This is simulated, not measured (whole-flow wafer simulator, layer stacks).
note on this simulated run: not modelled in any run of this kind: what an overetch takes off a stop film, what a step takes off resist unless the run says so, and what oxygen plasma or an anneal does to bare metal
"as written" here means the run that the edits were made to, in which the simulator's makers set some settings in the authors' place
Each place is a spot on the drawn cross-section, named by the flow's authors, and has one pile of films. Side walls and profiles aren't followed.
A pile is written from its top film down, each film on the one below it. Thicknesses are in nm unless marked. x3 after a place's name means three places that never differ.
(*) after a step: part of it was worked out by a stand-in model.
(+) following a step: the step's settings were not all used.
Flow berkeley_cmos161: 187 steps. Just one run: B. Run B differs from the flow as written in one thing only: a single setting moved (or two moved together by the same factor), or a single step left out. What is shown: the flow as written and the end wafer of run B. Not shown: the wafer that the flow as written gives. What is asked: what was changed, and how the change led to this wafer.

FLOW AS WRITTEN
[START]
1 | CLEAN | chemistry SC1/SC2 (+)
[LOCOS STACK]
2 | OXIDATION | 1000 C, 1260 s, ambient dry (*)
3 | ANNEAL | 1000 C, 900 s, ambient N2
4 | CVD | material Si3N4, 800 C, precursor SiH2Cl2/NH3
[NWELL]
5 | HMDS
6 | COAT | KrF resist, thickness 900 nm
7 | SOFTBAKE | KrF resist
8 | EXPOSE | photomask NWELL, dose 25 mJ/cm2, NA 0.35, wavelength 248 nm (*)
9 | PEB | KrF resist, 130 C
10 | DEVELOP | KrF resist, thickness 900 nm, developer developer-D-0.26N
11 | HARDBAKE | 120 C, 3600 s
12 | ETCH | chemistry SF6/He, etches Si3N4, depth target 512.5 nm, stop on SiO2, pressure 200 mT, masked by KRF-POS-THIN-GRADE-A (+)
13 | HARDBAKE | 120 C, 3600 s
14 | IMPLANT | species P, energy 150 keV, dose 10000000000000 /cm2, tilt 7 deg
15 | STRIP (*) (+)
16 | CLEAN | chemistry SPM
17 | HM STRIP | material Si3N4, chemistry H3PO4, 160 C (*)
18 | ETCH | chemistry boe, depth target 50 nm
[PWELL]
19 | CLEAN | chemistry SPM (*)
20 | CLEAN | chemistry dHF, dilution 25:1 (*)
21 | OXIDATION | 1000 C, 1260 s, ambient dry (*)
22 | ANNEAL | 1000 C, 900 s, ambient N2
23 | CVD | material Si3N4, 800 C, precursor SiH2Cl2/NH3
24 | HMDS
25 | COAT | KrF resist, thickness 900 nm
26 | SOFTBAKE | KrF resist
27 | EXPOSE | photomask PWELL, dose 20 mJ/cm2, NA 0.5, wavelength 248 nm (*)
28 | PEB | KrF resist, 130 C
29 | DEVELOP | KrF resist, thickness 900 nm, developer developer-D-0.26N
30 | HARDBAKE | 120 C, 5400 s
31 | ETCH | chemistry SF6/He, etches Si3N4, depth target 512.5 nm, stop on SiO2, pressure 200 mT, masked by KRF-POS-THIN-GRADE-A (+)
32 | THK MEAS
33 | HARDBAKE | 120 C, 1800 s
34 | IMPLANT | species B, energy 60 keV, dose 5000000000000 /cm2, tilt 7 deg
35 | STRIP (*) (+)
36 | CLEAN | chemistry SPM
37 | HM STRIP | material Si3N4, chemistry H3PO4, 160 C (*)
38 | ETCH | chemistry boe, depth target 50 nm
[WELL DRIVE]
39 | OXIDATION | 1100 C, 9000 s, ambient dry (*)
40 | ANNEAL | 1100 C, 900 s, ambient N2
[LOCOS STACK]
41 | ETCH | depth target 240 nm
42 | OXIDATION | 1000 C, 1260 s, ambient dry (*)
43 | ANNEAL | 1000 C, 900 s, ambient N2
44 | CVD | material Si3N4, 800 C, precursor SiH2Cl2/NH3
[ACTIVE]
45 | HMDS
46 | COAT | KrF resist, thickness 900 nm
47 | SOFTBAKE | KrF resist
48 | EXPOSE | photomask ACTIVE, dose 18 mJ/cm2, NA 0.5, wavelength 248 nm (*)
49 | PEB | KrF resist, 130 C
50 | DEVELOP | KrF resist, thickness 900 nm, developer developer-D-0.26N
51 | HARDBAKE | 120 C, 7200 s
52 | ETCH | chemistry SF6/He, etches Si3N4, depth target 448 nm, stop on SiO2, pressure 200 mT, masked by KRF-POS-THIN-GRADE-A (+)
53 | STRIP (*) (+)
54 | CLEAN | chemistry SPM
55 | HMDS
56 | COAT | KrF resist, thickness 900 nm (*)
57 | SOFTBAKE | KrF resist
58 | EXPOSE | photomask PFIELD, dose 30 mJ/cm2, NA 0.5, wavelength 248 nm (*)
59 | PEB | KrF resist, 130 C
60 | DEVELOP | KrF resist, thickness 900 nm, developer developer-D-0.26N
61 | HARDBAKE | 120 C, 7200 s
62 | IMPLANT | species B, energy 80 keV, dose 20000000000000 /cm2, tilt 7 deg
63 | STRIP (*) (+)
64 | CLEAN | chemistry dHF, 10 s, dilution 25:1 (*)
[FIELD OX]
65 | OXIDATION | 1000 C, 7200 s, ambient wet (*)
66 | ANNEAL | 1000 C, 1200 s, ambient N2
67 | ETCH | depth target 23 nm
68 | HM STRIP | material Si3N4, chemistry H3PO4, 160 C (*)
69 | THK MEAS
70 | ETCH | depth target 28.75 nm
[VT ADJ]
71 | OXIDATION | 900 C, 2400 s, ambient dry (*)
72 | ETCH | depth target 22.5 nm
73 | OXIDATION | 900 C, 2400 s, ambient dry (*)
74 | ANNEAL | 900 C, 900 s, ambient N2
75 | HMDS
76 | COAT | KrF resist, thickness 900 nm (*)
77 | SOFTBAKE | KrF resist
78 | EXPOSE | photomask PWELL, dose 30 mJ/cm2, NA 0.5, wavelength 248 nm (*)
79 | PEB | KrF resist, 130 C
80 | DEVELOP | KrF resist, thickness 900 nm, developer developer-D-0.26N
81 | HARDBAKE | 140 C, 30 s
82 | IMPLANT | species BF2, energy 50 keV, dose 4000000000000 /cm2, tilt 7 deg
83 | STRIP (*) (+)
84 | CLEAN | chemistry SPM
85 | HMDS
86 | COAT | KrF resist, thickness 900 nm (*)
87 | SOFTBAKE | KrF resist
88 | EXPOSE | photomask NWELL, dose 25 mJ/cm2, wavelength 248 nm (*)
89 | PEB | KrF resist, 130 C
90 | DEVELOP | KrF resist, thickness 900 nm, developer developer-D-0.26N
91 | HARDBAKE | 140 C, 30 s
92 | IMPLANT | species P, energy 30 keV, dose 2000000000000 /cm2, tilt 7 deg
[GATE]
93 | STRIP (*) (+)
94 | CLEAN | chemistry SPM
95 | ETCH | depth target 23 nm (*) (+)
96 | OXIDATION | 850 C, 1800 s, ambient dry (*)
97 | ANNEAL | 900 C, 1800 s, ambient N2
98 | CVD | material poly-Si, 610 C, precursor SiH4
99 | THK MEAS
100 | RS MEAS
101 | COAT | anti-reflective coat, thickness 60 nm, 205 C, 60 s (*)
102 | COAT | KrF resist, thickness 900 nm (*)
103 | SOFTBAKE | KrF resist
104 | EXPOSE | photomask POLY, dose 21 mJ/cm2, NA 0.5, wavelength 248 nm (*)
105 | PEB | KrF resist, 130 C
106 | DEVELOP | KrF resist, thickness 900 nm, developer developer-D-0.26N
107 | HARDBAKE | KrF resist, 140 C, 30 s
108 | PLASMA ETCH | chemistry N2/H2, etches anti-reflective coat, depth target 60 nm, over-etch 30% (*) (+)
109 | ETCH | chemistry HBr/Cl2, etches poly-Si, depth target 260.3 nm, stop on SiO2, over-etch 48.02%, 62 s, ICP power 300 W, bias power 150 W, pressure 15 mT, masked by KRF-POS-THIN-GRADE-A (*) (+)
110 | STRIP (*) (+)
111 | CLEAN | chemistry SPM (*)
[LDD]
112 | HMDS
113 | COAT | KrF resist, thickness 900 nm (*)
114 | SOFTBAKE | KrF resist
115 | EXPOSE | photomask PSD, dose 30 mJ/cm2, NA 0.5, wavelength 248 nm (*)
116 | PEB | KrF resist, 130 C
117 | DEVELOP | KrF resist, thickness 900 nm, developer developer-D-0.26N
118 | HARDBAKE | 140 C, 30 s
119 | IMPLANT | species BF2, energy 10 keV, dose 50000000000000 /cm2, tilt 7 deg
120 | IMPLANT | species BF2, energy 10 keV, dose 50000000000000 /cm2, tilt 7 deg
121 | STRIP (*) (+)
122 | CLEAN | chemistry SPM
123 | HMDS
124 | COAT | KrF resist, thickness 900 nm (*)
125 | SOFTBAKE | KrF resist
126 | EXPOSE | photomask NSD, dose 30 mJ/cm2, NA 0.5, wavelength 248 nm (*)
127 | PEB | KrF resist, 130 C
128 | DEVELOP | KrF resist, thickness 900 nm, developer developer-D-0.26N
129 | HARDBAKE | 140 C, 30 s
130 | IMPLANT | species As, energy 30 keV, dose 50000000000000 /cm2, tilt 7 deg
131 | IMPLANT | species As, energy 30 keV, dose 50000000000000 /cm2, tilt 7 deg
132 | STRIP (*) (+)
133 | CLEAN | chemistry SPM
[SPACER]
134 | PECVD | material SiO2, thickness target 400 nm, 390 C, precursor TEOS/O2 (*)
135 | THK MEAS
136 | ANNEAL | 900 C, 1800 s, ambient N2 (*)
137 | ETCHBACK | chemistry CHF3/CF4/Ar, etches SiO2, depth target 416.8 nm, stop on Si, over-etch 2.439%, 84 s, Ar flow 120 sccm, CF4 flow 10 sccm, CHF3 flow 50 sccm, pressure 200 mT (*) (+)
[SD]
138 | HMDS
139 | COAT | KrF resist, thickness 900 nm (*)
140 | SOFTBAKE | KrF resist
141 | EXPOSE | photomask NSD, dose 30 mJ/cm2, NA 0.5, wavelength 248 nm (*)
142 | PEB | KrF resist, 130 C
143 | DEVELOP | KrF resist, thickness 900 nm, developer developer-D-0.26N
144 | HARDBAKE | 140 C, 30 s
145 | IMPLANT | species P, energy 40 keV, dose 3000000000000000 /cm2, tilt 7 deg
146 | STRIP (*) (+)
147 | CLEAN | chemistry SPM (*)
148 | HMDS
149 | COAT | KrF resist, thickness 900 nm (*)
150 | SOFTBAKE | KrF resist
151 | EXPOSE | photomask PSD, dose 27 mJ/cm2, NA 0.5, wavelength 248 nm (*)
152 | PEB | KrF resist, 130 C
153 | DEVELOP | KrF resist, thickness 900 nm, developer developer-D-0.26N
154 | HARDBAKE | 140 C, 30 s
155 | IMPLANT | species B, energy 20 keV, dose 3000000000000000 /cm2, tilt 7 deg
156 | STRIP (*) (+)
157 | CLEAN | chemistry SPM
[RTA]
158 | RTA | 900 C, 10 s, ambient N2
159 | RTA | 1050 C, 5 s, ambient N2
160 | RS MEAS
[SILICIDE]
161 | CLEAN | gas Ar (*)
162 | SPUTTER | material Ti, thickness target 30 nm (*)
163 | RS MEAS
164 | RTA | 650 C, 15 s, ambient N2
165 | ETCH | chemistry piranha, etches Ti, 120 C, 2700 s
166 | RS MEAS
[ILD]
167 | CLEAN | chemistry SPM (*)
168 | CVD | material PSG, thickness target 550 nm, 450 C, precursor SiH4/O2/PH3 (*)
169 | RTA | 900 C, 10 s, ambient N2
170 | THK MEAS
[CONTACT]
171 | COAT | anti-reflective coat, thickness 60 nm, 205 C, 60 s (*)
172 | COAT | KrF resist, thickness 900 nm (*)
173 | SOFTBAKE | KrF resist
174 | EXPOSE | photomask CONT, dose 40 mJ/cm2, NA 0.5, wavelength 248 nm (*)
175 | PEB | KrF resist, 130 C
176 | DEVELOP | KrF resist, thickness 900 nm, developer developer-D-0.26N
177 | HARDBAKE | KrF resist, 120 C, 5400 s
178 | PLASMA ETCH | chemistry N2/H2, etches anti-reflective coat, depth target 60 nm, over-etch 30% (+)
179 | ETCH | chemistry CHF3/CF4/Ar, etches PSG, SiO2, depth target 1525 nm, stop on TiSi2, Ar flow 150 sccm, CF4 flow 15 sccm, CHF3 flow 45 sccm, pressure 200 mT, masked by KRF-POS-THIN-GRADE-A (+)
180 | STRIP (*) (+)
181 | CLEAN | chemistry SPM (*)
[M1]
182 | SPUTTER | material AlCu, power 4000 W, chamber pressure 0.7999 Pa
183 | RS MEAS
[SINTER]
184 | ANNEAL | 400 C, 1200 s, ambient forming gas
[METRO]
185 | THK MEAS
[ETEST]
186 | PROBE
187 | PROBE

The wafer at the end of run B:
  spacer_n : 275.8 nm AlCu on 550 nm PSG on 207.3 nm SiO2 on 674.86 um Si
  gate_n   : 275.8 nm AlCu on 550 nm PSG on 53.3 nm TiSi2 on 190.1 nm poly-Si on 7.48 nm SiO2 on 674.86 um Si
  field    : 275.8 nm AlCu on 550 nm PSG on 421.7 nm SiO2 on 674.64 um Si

What caused this: step 72, ETCH: depth target 9.113 nm was run, though the flow has depth target 22.5 nm.

Step by step, how the change led to this:
  72 | ETCH | depth target 22.5 nm
      sd_n, spacer_n, gate_n, sd_p, spacer_p, gate_p, contact, m1: -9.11 SiO2 (it would be, as written: -14.9 SiO2 (all of it))
      field: -9.11 SiO2 (it would be, as written: -22.5 SiO2)
  73 | OXIDATION | 900 C, 2400 s, ambient dry (*)
      sd_n, spacer_n, gate_n, sd_p, spacer_p, gate_p, contact, m1: +11 SiO2, -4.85 Si (it would be, as written: +14.9 SiO2 (new film), -6.57 Si)
  95 | ETCH | depth target 23 nm (*) (+)
      sd_n, spacer_n, gate_n, sd_p, spacer_p, gate_p, contact, m1: -16.8 SiO2 (all of it) (it would be, as written: -14.9 SiO2 (all of it))
  101 | COAT | anti-reflective coat, thickness 60 nm, 205 C, 60 s (*)
      sd_n: +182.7 anti-reflective coat (new film) (it would be, as written: +173.5 anti-reflective coat (new film))
      spacer_n: +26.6 anti-reflective coat (new film) (it would be, as written: +28.7 anti-reflective coat (new film))
      (also at 4 further places)
  108 | PLASMA ETCH | chemistry N2/H2, etches anti-reflective coat, depth target 60 nm, over-etch 30% (*) (+)
      sd_n: -182.7 anti-reflective coat (all of it), -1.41 poly-Si (it would be, as written: -173.5 anti-reflective coat (all of it), -1.33 poly-Si)
      spacer_n: -26.6 anti-reflective coat (all of it), -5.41 poly-Si (it would be, as written: -28.7 anti-reflective coat (all of it), -5.05 poly-Si)
      (also at 2 further places)
  110 | STRIP (*) (+)
      gate_n: +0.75 chemical SiO2 (new film), -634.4 KrF resist (all of it), -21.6 anti-reflective coat (all of it), -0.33 poly-Si (it would be, as written: +0.75 chemical SiO2 (new film), -626.8 KrF resist (all of it), -23.7 anti-reflective coat (all of it), -0.33 poly-Si)
      gate_p: +0.75 chemical SiO2 (new film), -602.7 KrF resist (all of it), -26.8 anti-reflective coat (all of it), -0.33 poly-Si (it would be, as written: +0.75 chemical SiO2 (new film), -598.2 KrF resist (all of it), -27.9 anti-reflective coat (all of it), -0.33 poly-Si)
  171 | COAT | anti-reflective coat, thickness 60 nm, 205 C, 60 s (*)
      sd_n: +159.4 anti-reflective coat (new film) (it would be, as written: +149.7 anti-reflective coat (new film))
      m1: +100.5 anti-reflective coat (new film) (it would be, as written: +97.8 anti-reflective coat (new film))
  180 | STRIP (*) (+)
      sd_n: -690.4 KrF resist (all of it), -159.4 anti-reflective coat (all of it) (it would be, as written: -692.5 KrF resist (all of it), -149.7 anti-reflective coat (all of it))
      m1: -744.3 KrF resist (all of it), -100.5 anti-reflective coat (all of it) (it would be, as written: -739.9 KrF resist (all of it), -97.8 anti-reflective coat (all of it))
